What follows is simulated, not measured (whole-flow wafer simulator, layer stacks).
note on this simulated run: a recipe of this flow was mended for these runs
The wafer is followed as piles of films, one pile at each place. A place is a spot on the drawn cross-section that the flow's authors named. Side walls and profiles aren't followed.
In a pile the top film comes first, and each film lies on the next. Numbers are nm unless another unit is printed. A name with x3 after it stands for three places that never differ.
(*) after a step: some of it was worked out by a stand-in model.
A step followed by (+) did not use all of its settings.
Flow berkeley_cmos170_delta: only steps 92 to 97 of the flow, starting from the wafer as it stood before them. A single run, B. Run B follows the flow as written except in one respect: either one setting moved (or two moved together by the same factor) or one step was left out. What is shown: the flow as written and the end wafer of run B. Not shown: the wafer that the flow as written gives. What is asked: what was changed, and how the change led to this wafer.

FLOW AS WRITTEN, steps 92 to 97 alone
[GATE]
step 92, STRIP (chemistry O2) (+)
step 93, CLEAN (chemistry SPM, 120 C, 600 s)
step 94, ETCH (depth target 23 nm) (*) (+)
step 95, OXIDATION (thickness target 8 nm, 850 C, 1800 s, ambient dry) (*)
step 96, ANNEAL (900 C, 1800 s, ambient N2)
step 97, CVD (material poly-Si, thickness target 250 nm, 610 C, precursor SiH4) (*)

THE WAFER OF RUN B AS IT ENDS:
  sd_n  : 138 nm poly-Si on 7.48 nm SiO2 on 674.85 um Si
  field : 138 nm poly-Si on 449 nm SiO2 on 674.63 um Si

Cause: step 97, CVD: thickness target 138 nm was run, whereas the flow has thickness target 250 nm.
The wafer lets one read it off: sd_n has poly-Si 138, and step 97 as written asks for 250 nm.

The path from the change to this, step by step:
  step 97, CVD (material poly-Si, thickness target 250 nm, 610 C, precursor SiH4) (*)
      field, sd_n, spacer_n, gate, sd_p, spacer_p x2, contact, m1: poly-Si gains 138 (new film) (as written it would have been: poly-Si gains 250 (new film))
